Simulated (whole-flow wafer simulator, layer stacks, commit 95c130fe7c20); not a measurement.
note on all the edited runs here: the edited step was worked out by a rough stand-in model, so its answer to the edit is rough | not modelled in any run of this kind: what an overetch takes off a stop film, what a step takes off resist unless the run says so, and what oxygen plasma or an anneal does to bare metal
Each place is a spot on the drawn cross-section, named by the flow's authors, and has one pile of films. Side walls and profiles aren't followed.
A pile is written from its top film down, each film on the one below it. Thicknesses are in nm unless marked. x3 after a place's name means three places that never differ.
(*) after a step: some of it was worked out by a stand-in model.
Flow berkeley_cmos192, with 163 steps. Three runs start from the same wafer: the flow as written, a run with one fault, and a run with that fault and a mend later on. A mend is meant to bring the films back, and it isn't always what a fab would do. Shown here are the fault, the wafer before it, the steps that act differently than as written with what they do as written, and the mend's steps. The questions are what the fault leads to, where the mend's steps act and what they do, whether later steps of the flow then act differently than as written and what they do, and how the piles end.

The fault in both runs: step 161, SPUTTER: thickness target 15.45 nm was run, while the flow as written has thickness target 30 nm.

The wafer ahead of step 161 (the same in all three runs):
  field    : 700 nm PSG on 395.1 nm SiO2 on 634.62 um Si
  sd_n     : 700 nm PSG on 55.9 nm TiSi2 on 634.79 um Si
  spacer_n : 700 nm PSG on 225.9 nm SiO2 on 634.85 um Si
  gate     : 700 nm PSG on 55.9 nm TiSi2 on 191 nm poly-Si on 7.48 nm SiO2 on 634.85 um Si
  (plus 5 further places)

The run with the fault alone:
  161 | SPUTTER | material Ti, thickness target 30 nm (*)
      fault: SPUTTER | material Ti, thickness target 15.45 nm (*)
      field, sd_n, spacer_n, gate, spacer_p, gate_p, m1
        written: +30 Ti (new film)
        fault: +15.4 Ti (new film)
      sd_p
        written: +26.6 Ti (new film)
        fault: +13.7 Ti (new film)
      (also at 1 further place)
  None of the later steps of the flow differs from how it acts as written, at any place that is followed, by more than 2% or 0.5 nm, whichever is larger.
  At field, sd_n, spacer_n and 6 more, the piles at the end differ from the flow's by more than 2% or 0.5 nm, whichever is larger.
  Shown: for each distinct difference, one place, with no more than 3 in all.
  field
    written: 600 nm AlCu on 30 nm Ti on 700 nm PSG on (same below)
    fault: 600 nm AlCu on 15.4 nm Ti on 700 nm PSG on (same below)
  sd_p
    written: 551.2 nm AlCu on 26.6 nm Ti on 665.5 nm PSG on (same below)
    fault: 551.9 nm AlCu on 13.7 nm Ti on 665.5 nm PSG on (same below)
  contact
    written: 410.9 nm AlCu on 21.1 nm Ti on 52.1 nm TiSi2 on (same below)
    fault: 413.2 nm AlCu on 10.9 nm Ti on 52.1 nm TiSi2 on (same below)

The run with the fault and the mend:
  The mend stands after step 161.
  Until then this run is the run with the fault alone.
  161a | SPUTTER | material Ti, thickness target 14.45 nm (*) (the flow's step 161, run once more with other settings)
      field, sd_n, spacer_n, gate, spacer_p, gate_p, m1
        +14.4 Ti
      sd_p
        +12.8 Ti
      contact
        +10.1 Ti
  None of the later steps of the flow acts differently than as written at any place that is followed.
  The piles end only slightly different from the flow's at the places that both follow, by no more than 2% or 0.5 nm, whichever is larger.
